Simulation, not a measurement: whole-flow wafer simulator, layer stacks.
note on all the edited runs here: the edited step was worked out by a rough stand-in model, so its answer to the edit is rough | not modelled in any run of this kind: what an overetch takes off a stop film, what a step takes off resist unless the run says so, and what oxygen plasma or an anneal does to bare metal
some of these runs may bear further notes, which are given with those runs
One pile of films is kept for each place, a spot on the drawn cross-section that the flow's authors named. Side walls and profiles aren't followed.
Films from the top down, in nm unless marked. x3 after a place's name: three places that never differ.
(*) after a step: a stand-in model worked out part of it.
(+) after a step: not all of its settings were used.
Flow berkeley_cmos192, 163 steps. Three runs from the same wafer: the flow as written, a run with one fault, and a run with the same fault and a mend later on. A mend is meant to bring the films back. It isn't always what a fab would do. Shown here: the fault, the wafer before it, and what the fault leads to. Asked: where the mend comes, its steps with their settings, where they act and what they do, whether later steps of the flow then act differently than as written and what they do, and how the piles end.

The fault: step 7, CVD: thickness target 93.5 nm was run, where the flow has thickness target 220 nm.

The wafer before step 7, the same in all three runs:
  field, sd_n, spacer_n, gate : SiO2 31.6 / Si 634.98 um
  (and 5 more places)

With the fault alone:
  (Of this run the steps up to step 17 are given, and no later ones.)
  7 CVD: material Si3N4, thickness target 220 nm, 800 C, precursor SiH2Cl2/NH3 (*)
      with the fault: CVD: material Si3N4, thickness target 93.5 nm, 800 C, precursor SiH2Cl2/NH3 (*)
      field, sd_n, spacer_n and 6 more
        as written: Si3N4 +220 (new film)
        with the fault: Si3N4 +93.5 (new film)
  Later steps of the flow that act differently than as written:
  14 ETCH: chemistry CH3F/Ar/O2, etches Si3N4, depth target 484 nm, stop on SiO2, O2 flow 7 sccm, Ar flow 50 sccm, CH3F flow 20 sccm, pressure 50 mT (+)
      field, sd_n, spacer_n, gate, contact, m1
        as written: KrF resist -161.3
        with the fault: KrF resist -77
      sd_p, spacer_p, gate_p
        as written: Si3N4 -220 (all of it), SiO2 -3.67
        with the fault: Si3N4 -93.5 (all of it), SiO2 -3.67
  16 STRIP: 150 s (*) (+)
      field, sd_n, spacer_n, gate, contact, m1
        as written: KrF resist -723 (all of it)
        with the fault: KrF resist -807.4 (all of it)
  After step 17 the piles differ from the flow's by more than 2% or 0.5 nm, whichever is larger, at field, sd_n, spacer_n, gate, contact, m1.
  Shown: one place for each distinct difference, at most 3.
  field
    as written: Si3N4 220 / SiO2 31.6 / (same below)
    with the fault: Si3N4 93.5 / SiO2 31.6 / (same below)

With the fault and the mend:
  The mend comes after step 7.
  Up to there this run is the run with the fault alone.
  7a CVD: material Si3N4, thickness target 126.5 nm, 800 C, precursor SiH2Cl2/NH3 (*) (the flow's step 7 once more, with other settings)
      field, sd_n, spacer_n and 6 more
        Si3N4 +126.5
  No later step of the flow acts differently than as written at any place that is followed.
  At the end the piles are the same as the flow's at every place that both follow.
